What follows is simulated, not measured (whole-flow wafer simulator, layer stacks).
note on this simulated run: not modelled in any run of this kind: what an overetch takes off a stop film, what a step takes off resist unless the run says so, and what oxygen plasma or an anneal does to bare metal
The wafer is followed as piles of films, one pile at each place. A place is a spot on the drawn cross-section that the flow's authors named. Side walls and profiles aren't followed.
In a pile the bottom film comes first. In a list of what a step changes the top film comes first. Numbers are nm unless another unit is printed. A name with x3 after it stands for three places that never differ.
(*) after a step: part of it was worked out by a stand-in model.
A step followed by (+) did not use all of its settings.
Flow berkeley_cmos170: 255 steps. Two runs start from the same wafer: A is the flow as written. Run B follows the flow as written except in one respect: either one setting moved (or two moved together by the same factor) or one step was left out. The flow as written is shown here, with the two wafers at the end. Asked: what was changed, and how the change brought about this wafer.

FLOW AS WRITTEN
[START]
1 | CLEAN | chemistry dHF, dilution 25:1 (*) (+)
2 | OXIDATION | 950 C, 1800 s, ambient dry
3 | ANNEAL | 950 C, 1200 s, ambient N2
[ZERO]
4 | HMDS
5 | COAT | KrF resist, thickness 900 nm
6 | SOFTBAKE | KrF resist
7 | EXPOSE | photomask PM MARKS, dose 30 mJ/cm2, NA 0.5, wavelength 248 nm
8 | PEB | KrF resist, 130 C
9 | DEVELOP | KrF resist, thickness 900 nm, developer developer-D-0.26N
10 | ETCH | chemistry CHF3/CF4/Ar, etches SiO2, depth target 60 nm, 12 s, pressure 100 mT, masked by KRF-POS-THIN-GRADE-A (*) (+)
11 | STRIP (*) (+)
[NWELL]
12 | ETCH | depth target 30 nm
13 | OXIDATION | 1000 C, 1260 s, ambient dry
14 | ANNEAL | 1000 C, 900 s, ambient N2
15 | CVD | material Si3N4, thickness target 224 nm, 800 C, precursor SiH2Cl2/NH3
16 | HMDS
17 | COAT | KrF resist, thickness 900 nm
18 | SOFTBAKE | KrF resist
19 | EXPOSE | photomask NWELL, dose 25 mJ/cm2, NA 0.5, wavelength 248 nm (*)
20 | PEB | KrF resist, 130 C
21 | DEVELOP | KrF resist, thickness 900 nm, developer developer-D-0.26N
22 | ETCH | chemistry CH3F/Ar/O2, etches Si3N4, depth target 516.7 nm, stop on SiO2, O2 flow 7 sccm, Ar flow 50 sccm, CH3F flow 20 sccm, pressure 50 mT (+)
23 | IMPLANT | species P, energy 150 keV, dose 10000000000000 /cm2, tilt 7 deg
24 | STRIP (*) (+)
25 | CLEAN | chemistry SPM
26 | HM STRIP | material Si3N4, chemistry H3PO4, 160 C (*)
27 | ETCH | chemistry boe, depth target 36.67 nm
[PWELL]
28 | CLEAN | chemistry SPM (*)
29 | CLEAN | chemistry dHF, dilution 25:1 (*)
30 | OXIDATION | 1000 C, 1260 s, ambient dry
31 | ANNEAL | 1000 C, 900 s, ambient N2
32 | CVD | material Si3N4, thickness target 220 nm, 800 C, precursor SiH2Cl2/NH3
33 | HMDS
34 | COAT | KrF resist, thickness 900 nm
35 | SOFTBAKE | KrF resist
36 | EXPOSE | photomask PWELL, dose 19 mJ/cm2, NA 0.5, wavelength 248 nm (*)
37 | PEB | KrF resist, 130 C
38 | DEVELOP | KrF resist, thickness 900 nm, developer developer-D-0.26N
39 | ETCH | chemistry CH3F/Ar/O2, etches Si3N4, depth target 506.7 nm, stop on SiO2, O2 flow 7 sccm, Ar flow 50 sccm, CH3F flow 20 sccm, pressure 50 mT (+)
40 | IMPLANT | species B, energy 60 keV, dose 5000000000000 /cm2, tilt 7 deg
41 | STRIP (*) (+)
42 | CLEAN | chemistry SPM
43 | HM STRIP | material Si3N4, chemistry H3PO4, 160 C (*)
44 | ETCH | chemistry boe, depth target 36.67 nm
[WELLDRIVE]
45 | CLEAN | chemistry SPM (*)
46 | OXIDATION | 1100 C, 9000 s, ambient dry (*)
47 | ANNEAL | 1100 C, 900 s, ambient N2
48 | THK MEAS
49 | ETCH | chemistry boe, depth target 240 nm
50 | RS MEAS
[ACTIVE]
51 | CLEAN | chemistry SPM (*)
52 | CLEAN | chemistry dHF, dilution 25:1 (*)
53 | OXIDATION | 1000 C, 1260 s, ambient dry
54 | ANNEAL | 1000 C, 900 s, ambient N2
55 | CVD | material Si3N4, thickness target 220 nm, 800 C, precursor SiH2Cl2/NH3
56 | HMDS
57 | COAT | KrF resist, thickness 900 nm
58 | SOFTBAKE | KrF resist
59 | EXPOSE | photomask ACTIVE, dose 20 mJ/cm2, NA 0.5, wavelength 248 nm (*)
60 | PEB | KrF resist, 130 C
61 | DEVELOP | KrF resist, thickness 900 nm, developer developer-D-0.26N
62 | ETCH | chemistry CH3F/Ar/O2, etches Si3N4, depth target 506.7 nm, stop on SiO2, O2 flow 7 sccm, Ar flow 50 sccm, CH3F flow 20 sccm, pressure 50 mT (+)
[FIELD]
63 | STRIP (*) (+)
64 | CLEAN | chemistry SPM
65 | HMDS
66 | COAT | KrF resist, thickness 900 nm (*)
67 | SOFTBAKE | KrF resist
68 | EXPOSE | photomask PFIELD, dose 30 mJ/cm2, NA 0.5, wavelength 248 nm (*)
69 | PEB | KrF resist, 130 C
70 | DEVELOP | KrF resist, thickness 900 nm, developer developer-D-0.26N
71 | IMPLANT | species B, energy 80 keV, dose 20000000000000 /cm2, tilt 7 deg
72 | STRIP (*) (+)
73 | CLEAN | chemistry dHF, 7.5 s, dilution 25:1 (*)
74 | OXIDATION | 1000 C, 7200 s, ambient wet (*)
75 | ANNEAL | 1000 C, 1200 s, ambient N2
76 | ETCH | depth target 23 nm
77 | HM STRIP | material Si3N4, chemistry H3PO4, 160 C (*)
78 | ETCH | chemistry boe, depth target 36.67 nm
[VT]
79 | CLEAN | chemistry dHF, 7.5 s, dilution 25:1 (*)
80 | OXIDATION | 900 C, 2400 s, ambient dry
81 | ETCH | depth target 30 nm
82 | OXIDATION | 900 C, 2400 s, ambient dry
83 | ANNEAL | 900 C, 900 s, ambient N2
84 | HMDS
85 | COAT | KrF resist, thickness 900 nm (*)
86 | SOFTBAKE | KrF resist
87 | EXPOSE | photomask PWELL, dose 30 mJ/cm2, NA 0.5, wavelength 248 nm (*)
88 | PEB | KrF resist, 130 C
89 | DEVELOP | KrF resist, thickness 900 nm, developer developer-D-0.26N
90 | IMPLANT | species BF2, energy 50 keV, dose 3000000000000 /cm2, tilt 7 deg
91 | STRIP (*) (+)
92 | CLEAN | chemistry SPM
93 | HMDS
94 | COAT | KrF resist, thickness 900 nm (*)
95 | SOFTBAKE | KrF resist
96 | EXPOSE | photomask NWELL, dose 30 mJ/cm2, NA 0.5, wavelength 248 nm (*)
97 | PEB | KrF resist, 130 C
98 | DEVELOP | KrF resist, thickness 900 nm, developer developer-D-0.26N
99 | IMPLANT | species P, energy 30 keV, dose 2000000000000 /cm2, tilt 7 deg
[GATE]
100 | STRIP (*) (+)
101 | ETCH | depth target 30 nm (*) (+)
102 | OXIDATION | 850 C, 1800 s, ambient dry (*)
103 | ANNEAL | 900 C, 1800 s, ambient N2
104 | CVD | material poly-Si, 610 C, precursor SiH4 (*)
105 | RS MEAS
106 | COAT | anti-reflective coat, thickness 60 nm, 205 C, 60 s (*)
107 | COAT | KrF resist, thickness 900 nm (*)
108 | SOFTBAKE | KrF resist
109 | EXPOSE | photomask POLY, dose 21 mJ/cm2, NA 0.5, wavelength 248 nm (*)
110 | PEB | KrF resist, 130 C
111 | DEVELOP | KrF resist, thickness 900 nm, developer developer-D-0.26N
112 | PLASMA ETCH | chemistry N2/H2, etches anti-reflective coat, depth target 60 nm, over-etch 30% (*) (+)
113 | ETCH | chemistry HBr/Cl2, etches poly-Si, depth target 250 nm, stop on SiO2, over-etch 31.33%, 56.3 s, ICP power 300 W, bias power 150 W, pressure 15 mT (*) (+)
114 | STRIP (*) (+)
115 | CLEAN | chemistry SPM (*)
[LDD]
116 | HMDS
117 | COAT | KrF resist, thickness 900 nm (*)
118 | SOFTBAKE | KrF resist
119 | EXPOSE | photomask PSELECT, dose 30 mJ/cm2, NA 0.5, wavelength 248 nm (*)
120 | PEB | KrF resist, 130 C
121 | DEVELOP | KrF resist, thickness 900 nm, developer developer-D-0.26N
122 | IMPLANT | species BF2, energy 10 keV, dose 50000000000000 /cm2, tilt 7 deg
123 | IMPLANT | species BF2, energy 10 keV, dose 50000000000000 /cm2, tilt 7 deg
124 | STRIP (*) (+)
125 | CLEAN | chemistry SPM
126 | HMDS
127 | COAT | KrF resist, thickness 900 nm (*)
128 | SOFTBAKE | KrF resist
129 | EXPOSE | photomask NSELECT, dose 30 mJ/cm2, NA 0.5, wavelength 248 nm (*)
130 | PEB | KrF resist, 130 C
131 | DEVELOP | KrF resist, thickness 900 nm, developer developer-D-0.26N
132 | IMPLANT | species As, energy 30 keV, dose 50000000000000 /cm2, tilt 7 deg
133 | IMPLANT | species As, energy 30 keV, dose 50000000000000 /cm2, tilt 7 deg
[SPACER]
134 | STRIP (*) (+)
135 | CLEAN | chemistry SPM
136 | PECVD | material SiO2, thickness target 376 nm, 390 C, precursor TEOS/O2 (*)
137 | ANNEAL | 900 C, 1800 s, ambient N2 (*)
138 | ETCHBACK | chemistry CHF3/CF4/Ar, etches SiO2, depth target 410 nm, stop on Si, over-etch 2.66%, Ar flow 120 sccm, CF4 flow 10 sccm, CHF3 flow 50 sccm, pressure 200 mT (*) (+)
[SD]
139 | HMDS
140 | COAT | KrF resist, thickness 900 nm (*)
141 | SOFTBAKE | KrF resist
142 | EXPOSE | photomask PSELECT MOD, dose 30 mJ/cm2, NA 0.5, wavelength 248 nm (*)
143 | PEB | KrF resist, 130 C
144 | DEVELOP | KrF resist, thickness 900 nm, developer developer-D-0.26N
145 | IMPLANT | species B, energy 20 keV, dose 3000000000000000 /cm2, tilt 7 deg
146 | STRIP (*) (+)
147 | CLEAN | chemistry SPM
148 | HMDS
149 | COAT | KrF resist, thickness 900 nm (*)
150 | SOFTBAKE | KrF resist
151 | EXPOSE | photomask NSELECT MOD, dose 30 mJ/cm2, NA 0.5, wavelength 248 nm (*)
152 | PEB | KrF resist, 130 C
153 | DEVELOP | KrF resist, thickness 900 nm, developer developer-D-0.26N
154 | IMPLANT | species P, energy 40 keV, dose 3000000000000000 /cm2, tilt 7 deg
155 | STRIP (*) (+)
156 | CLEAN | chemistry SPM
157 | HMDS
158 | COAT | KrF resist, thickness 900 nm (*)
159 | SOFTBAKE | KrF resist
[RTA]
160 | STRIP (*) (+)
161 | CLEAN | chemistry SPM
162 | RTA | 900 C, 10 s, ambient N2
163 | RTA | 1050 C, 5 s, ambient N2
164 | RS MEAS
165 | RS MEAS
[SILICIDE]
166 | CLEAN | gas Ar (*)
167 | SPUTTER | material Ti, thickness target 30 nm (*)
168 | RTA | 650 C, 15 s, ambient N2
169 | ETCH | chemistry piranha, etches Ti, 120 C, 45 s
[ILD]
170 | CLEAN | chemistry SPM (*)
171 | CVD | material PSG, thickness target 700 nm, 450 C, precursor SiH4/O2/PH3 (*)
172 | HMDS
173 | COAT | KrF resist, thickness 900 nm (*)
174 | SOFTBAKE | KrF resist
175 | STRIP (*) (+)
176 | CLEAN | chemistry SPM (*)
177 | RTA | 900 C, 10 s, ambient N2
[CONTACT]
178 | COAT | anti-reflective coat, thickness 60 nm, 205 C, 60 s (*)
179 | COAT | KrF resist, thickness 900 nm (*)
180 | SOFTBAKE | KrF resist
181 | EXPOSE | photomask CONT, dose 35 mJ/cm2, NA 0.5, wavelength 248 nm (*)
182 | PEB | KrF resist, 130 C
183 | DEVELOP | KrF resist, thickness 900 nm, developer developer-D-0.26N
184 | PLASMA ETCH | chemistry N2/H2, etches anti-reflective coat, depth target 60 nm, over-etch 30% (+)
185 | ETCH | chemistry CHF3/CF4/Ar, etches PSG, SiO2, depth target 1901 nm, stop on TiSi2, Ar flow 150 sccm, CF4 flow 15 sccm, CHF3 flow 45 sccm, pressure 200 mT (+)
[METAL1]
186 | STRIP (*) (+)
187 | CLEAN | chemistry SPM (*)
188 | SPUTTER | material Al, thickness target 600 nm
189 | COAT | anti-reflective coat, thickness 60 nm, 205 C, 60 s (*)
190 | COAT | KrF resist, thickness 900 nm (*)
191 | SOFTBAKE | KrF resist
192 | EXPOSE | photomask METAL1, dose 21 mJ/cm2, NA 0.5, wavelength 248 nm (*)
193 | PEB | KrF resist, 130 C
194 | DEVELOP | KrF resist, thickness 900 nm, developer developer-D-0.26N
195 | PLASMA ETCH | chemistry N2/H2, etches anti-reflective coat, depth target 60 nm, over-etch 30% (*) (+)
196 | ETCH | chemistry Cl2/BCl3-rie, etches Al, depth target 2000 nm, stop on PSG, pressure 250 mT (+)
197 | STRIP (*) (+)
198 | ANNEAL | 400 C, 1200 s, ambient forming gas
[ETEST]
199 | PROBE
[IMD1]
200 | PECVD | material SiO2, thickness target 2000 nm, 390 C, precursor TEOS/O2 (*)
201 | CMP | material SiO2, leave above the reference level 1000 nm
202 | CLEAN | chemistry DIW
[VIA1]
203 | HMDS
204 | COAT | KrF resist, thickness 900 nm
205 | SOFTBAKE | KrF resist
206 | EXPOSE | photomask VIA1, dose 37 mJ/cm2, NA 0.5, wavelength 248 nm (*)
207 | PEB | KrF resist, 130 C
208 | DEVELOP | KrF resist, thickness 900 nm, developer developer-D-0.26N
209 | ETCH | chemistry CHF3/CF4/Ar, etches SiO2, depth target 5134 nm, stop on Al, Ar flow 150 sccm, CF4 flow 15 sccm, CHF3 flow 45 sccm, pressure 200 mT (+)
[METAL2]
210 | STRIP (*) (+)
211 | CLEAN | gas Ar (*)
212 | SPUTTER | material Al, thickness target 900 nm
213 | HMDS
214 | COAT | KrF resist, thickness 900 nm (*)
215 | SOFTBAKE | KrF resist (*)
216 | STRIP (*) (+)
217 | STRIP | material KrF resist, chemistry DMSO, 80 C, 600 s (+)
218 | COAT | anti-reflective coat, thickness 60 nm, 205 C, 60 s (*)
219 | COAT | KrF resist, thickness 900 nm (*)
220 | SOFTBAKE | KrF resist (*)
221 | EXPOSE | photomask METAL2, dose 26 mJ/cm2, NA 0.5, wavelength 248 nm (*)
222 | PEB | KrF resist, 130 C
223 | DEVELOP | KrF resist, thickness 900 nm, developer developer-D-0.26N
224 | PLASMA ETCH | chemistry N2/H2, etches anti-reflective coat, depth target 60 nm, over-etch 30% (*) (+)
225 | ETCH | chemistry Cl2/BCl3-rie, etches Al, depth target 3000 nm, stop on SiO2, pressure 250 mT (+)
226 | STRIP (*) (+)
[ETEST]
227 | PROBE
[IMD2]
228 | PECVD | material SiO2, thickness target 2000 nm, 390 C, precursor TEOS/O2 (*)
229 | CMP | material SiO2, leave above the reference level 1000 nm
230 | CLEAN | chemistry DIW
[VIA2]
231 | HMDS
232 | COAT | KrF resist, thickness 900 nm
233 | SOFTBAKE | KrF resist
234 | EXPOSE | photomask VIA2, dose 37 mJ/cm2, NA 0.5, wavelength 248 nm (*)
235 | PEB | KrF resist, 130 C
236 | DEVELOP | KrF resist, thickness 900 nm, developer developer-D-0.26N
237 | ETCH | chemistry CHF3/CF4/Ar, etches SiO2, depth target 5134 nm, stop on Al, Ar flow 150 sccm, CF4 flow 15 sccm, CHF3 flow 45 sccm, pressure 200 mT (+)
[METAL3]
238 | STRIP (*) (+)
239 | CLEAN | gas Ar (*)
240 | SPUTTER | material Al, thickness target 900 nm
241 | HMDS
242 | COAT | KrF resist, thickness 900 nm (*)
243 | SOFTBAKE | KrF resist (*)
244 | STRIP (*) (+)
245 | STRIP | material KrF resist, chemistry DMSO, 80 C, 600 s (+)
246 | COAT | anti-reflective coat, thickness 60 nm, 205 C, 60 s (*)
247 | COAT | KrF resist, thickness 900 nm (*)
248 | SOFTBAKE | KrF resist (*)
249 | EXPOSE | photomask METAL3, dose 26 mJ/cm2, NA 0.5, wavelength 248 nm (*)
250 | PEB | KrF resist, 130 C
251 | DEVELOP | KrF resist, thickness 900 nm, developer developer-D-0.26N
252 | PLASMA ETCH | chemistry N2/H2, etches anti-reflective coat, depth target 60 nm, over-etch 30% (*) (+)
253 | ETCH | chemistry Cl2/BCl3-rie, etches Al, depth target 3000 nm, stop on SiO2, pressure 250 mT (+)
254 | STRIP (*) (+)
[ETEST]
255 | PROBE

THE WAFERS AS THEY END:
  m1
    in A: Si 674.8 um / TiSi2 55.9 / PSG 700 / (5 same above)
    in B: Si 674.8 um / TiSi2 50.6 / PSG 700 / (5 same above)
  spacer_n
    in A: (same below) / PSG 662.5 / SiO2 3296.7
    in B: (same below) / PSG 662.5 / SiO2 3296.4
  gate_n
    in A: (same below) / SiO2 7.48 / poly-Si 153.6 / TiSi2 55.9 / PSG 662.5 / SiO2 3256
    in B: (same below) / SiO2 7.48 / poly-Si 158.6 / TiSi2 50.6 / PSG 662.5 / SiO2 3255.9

Cause: step 168, RTA: 6 s was run, while the flow as written has 15 s.

The path from the change to this, step by step:
  168 | RTA | 650 C, 15 s, ambient N2
      sd_n, sd_p, contact, m1, via1, m2, via2: A -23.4 Ti, +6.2 TiSi first (new film), +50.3 TiSi2 C49 (new film), -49 Si | B -21.2 Ti, +22.1 TiSi first (new film), +21.1 TiSi2 C49 (new film), -33.5 Si
      gate_n, gate_p: A -23.4 Ti, +6.2 TiSi first (new film), +50.3 TiSi2 C49 (new film), -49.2 poly-Si | B -21.2 Ti, +22.1 TiSi first (new film), +21.1 TiSi2 C49 (new film), -33.6 poly-Si
  169 | ETCH | chemistry piranha, etches Ti, 120 C, 45 s
      sd_n, gate_n, sd_p and 6 more: A -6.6 Ti (all of it), -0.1 TiSi first | B -8.81 Ti (all of it), -0.1 TiSi first
  177 | RTA | 900 C, 10 s, ambient N2
      sd_n, sd_p, contact, m1, via1, m2, via2: A under 1 film: +55.9 TiSi2 (new film), -6.09 TiSi first (all of it), -50.3 TiSi2 C49 (all of it), -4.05 Si | B under 1 film: +50.6 TiSi2 (new film), -22 TiSi first (all of it), -21.1 TiSi2 C49 (all of it), -14.6 Si
      gate_n, gate_p: A under 1 film: +55.9 TiSi2 (new film), -6.09 TiSi first (all of it), -50.3 TiSi2 C49 (all of it), -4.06 poly-Si | B under 1 film: +50.6 TiSi2 (new film), -22 TiSi first (all of it), -21.1 TiSi2 C49 (all of it), -14.6 poly-Si
